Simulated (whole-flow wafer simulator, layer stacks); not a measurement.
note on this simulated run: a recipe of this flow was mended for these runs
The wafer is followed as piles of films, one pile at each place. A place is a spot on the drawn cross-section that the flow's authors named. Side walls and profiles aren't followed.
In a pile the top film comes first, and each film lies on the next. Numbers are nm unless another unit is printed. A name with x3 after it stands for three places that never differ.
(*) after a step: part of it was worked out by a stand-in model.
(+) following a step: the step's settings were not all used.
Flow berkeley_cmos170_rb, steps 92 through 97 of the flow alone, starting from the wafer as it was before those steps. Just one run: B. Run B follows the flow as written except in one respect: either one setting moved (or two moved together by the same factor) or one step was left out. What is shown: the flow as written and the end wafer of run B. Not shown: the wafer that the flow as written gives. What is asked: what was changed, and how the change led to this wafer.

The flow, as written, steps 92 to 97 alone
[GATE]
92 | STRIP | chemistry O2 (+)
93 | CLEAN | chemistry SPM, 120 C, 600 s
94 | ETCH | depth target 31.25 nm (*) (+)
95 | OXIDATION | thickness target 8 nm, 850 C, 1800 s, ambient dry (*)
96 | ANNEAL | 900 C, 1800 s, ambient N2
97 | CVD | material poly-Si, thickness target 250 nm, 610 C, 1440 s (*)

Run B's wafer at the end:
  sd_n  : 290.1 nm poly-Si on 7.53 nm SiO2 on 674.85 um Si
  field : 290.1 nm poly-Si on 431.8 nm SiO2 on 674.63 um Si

The reason: step 97, CVD: 1670 s was run, while the flow as written has 1440 s.

How this came from the change, step by step:
  97 | CVD | material poly-Si, thickness target 250 nm, 610 C, 1440 s (*)
      field, sd_n, spacer_n, gate, sd_p, spacer_p x2, contact, m1: poly-Si gains 290.1 (new film) (as written it would have been: poly-Si gains 250 (new film))
